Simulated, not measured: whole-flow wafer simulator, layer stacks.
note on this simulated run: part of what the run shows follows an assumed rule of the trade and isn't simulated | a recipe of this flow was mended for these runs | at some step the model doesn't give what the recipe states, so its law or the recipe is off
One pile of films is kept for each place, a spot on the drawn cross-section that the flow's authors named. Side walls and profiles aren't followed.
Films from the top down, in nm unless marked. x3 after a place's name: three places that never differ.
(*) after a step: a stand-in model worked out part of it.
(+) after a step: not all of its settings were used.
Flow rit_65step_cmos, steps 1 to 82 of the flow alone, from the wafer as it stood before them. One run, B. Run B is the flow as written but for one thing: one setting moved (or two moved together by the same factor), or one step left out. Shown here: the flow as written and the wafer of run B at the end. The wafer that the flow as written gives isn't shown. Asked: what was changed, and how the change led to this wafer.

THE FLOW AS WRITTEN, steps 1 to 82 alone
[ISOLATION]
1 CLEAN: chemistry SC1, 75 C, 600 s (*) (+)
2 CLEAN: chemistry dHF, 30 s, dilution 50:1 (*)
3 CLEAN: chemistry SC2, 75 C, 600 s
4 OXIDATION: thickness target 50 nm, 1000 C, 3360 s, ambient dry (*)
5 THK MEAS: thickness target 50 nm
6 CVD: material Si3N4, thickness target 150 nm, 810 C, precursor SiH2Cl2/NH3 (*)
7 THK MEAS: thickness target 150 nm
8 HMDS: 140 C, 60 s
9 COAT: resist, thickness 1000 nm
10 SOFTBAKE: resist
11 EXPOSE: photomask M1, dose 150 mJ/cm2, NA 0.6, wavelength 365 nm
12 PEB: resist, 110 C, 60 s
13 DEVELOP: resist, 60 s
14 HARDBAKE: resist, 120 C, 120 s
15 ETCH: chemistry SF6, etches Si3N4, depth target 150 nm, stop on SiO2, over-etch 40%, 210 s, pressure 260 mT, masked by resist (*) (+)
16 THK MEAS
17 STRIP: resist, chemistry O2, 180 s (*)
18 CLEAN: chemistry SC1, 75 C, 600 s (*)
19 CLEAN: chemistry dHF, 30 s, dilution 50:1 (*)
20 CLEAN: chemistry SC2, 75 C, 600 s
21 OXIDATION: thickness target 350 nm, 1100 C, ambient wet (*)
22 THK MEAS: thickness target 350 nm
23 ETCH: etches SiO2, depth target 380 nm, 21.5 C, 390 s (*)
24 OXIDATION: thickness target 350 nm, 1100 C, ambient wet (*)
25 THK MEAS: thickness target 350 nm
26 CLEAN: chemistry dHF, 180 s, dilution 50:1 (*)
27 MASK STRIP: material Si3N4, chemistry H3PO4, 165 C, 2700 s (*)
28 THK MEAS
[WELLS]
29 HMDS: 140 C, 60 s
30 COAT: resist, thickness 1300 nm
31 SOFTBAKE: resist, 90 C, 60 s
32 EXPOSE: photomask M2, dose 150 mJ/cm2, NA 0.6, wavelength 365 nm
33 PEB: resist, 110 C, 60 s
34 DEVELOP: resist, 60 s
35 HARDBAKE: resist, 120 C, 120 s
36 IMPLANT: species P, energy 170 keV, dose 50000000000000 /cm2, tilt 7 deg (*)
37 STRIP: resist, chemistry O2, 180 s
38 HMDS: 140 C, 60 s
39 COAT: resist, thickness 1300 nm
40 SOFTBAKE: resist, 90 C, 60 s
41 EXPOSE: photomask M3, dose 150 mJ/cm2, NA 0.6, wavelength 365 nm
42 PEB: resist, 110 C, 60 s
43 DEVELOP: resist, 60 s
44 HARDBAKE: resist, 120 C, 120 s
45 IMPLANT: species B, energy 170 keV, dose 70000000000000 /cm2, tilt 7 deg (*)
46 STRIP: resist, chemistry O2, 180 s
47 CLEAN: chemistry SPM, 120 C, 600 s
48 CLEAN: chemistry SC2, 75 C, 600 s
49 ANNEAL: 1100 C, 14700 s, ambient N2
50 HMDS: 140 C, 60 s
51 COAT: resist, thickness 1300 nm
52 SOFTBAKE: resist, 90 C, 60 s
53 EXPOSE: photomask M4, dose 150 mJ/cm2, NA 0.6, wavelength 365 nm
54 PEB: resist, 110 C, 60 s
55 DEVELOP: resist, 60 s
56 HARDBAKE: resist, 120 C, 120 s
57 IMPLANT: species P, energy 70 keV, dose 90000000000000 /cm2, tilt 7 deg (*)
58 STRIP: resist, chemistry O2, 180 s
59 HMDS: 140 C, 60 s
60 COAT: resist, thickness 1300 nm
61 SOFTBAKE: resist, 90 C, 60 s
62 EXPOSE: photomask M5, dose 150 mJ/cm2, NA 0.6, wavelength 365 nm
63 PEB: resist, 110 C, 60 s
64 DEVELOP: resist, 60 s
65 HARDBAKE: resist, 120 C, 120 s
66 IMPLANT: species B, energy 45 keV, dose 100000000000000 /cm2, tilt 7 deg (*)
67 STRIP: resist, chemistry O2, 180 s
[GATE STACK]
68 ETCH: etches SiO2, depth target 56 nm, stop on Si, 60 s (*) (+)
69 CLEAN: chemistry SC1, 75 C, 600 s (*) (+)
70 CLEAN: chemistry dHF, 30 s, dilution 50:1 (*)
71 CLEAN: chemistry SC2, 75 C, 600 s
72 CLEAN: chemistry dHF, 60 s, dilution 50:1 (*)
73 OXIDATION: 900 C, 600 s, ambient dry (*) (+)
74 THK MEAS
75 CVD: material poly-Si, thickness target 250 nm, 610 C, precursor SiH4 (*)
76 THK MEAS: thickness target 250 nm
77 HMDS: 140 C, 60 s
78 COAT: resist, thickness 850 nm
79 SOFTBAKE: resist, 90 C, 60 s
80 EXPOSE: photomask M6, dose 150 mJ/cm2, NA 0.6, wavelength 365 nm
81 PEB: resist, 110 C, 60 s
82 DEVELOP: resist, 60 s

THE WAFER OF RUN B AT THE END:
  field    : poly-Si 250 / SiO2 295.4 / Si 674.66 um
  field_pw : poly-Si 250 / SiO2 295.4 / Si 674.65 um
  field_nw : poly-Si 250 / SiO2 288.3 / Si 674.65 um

The cause: step 24, OXIDATION: thickness target 392 nm was run, where the flow has thickness target 350 nm; step 27, MASK STRIP: 3024 s was run, where the flow has 2700 s.

How the change led to this, step by step:
  24 OXIDATION: thickness target 350 nm, 1100 C, ambient wet (*)
      active_n, active_p, gate_n and 7 more: SiO2 +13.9 (new film), Si3N4 -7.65 (as written it would be: SiO2 +12 (new film), Si3N4 -6.61)
      field, field_pw, field_nw, field_p: SiO2 +392 (new film), Si -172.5 (as written it would be: SiO2 +350 (new film), Si -154)
  26 CLEAN: chemistry dHF, 180 s, dilution 50:1 (*)
      active_n, active_p, gate_n and 7 more: SiO2 -13.9 (all of it), Si3N4 -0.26 (as written it would be: SiO2 -12 (all of it), Si3N4 -0.44)
  27 MASK STRIP: material Si3N4, chemistry H3PO4, 165 C, 2700 s (*)
      active_n, active_p, gate_n and 7 more: Si3N4 -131 (all of it), SiO2 -6.95 (as written it would be: Si3N4 -131.8 (all of it), SiO2 -5.64)
      field, field_pw, field_nw, field_p: SiO2 -12 (as written it would be: SiO2 -10.7)
  68 ETCH: etches SiO2, depth target 56 nm, stop on Si, 60 s (*) (+)
      active_n, active_p, gate_n and 7 more: SiO2 -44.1 (all of it), Si -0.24 (as written it would be: SiO2 -45.4 (all of it), Si -0.22)
